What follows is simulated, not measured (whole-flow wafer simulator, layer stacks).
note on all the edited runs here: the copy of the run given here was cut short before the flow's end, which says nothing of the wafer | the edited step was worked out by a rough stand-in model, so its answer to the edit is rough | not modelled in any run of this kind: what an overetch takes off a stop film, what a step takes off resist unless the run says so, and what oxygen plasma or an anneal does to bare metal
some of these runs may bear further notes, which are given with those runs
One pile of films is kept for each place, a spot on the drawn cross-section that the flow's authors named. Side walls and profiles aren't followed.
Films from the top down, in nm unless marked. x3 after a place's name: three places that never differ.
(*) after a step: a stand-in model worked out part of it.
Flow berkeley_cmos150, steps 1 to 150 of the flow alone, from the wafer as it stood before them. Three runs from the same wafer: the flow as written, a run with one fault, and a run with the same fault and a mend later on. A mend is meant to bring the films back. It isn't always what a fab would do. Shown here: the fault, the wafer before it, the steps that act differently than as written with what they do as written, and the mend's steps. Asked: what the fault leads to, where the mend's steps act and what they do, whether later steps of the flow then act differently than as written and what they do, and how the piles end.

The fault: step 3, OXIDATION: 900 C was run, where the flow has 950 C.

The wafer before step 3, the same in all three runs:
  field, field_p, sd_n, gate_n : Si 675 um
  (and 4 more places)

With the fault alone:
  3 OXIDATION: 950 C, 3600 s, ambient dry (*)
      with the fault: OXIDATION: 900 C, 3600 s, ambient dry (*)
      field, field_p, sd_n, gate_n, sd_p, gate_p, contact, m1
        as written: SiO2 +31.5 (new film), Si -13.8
        with the fault: SiO2 +19.3 (new film), Si -8.49
  Later steps of the flow that act differently than as written (35 more steps differ only slightly, by at most 2% or 0.5 nm, whichever is larger, and aren't shown):
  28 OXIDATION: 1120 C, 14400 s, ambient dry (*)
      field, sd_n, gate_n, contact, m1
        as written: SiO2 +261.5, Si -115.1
        with the fault: SiO2 +271.6, Si -119.5
  At the end the piles differ from the flow's only slightly at the places that both follow, by at most 2% or 0.5 nm, whichever is larger.

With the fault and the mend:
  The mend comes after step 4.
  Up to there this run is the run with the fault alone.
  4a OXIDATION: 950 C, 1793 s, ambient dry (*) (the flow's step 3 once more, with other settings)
      field, field_p, sd_n, gate_n, sd_p, gate_p, contact, m1
        SiO2 +12.1, Si -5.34
  No later step of the flow acts differently than as written, at any place that is followed, by more than 2% or 0.5 nm, whichever is larger.
  At the end the piles are the same as the flow's at every place that both follow.
